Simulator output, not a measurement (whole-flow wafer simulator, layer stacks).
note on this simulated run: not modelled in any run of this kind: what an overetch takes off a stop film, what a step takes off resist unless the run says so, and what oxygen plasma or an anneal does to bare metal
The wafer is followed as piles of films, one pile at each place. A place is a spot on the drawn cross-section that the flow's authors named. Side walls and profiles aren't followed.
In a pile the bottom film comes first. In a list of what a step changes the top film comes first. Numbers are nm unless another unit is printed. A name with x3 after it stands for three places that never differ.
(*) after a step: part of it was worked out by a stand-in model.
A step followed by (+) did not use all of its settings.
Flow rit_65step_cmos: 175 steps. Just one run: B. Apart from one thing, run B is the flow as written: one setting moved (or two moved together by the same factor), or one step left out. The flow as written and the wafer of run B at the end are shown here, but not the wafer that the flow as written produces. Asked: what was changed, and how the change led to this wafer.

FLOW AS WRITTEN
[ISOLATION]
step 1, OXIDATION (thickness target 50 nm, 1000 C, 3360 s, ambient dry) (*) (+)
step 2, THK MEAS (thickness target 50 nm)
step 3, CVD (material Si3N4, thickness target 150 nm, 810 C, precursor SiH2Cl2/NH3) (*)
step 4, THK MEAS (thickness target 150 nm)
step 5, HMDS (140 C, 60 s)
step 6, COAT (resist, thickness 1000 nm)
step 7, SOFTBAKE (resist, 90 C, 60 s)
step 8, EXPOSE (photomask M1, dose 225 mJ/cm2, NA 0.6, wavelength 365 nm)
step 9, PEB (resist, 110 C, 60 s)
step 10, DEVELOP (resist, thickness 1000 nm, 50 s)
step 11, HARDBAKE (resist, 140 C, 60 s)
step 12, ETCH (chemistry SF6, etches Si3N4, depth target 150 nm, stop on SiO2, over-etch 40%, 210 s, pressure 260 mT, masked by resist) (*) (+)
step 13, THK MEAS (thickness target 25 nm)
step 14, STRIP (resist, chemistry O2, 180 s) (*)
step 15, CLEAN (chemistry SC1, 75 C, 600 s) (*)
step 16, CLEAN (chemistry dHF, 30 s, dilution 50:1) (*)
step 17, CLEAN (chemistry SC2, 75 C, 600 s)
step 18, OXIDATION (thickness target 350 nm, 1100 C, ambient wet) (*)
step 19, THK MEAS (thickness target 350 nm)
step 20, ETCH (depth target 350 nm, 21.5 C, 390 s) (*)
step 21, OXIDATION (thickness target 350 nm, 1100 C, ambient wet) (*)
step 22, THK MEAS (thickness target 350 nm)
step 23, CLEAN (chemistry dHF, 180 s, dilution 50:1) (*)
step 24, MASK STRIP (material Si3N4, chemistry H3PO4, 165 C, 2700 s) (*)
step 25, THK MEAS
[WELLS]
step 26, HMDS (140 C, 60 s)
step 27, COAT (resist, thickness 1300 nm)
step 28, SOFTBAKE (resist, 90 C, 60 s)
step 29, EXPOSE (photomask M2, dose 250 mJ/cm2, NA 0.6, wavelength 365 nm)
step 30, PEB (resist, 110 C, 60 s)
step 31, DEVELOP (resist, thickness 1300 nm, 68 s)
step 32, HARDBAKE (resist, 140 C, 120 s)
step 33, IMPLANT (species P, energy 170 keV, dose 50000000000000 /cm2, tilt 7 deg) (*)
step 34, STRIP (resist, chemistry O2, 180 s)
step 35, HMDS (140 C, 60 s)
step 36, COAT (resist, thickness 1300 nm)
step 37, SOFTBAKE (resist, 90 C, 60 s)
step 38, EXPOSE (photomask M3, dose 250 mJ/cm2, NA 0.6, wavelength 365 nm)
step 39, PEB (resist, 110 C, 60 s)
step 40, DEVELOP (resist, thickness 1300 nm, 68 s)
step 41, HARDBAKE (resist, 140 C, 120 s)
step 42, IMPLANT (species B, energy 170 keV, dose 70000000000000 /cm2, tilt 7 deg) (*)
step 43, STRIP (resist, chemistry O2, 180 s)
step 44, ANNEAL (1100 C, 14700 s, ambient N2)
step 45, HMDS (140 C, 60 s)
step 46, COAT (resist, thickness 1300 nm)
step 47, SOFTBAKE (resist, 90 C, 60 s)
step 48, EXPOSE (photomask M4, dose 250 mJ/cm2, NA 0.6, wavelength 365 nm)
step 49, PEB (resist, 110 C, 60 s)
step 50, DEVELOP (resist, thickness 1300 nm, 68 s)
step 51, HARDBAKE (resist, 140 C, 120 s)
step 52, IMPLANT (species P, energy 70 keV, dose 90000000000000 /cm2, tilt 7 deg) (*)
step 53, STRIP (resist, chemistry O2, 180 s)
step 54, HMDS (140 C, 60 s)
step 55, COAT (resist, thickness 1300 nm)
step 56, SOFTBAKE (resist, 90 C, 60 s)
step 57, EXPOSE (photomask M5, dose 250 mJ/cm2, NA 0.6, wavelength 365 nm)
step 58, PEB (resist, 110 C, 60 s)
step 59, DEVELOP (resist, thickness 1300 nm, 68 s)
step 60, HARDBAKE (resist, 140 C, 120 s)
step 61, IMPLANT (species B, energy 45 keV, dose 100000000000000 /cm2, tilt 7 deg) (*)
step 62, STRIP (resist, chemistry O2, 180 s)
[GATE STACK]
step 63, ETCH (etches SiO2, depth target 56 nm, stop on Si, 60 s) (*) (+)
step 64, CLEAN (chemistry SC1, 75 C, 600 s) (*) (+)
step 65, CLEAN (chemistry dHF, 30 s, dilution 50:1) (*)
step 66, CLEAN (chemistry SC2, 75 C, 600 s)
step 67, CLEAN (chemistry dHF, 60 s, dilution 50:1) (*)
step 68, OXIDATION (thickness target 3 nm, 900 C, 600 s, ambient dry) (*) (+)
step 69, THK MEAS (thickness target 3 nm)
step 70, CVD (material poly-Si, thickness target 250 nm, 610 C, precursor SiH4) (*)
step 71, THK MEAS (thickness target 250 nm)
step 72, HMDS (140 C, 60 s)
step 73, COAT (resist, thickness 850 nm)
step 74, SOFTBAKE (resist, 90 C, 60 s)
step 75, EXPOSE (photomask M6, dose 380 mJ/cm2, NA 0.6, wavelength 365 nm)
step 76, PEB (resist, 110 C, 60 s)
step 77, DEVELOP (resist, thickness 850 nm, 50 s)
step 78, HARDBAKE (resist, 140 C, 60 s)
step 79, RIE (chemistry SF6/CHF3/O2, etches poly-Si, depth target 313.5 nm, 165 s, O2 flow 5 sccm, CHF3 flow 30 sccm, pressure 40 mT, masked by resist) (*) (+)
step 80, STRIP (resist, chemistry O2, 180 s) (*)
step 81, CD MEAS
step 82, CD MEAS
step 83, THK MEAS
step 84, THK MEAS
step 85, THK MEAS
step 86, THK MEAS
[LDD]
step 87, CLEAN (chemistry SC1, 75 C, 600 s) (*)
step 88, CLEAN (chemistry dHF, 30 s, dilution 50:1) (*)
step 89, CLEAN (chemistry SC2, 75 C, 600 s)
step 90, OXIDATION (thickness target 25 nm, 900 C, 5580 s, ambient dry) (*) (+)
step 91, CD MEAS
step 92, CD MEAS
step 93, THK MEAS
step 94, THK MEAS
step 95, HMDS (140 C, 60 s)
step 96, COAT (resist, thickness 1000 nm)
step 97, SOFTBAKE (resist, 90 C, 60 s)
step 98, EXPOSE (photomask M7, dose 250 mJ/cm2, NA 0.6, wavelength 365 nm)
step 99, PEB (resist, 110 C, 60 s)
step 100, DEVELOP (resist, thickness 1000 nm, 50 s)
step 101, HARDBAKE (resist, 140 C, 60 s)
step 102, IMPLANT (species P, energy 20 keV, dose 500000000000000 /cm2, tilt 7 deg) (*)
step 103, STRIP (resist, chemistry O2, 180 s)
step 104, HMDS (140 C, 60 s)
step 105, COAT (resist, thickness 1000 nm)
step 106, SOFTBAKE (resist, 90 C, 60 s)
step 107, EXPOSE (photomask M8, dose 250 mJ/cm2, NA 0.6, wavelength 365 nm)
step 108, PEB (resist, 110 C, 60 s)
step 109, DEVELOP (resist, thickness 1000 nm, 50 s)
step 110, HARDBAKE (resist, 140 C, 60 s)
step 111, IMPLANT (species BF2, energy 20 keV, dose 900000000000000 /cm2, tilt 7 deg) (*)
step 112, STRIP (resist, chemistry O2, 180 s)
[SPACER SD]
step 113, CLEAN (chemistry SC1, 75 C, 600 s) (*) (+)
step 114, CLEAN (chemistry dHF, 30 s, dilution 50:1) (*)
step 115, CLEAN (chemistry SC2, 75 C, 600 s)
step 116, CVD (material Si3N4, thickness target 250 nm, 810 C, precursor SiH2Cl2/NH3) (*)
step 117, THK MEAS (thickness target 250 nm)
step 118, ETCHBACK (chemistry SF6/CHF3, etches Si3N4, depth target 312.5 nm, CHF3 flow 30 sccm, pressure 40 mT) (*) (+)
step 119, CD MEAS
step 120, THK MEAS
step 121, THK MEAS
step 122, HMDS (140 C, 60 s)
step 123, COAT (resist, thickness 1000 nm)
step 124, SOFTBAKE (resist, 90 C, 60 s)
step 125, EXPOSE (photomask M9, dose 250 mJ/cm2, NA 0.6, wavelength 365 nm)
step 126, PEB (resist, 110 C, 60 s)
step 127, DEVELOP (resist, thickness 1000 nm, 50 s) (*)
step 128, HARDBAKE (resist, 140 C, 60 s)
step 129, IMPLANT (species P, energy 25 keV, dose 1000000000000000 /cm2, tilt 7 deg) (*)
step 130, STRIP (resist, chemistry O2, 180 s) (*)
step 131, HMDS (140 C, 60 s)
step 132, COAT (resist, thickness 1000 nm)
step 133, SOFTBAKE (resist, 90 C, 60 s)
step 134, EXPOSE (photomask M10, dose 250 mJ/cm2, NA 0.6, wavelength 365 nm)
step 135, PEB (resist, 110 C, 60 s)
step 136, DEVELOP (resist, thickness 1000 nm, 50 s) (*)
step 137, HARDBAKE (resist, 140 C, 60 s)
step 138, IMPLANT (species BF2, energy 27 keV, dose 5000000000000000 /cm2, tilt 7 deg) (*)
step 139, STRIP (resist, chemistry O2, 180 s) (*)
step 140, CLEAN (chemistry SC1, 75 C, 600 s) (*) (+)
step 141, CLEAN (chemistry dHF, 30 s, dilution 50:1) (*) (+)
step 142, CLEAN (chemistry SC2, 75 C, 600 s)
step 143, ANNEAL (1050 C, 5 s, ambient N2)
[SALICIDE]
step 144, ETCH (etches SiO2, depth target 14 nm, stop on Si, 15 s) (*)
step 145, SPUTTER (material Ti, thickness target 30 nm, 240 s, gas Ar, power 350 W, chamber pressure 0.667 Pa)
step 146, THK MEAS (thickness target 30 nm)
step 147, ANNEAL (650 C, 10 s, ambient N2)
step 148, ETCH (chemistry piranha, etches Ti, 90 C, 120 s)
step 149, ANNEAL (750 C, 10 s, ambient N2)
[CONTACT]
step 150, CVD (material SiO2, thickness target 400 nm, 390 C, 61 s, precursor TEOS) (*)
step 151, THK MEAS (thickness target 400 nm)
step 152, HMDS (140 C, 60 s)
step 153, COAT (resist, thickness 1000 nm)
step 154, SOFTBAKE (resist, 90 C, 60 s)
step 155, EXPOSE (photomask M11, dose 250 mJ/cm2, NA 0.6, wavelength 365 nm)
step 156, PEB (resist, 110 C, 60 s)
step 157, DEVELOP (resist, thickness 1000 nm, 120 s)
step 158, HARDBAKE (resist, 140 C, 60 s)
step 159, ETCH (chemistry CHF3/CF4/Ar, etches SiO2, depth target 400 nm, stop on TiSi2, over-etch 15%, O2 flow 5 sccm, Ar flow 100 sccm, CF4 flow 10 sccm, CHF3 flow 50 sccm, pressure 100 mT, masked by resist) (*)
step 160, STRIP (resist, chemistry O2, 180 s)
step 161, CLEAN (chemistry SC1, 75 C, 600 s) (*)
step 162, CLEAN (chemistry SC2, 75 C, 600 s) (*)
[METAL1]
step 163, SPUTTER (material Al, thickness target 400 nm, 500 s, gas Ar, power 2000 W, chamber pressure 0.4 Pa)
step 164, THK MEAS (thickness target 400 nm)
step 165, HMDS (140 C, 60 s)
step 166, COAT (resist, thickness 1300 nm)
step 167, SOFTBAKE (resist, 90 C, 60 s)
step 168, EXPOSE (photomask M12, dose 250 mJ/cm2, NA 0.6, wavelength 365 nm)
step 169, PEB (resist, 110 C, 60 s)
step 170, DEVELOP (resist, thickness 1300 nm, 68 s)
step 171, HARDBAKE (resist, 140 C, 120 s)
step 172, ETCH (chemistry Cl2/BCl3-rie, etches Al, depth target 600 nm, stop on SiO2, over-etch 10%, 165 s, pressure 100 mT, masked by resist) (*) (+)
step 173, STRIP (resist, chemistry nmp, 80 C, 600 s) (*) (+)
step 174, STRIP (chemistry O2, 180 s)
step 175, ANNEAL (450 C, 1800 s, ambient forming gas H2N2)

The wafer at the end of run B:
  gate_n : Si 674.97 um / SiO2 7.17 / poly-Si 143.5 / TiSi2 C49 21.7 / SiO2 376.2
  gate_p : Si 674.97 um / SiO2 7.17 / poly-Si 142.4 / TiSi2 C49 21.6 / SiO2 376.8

Cause: step 145, SPUTTER: thickness target 12 nm was run, whereas the flow has thickness target 30 nm.

Step by step, how the change led to this:
  step 145, SPUTTER (material Ti, thickness target 30 nm, 240 s, gas Ar, power 350 W, chamber pressure 0.667 Pa)
      field, field_pw, field_nw, field_p, spacer, spacer_p: Ti gains 12 (new film) (it would be, as written: Ti gains 30 (new film))
      gate_n: Ti gains 11 (new film) (it would be, as written: Ti gains 27.3 (new film))
      (and at 1 other place as well)
  step 147, ANNEAL (650 C, 10 s, ambient N2)
      gate_n: Ti loses 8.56, TiSi2 C49 gains 21.8 (new film), poly-Si loses 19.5 (it would be, as written: Ti loses 21.3, TiSi first gains 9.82 (new film), TiSi2 C49 gains 39.5 (new film), poly-Si loses 41.9)
      gate_p: Ti loses 8.53, TiSi2 C49 gains 21.7 (new film), poly-Si loses 19.4 (it would be, as written: Ti loses 21.2, TiSi first gains 9.56 (new film), TiSi2 C49 gains 39.6 (new film), poly-Si loses 41.9)
  step 148, ETCH (chemistry piranha, etches Ti, 90 C, 120 s)
      gate_n: Ti loses 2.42 (all of it), TiSi2 C49 loses 0.11 (it would be, as written: Ti loses 6 (all of it), TiSi first loses 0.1)
      gate_p: Ti loses 2.41 (all of it), TiSi2 C49 loses 0.11 (it would be, as written: Ti loses 5.97 (all of it), TiSi first loses 0.1)
      (and at 6 other places as well)
  step 149, ANNEAL (750 C, 10 s, ambient N2)
      gate_n: nothing (it would be, as written: TiSi2 gains 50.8 (new film), TiSi first loses 9.72 (all of it), TiSi2 C49 loses 39.5 (all of it), poly-Si loses 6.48)
      gate_p: nothing (it would be, as written: TiSi2 gains 50.6 (new film), TiSi first loses 9.46 (all of it), TiSi2 C49 loses 39.6 (all of it), poly-Si loses 6.31)
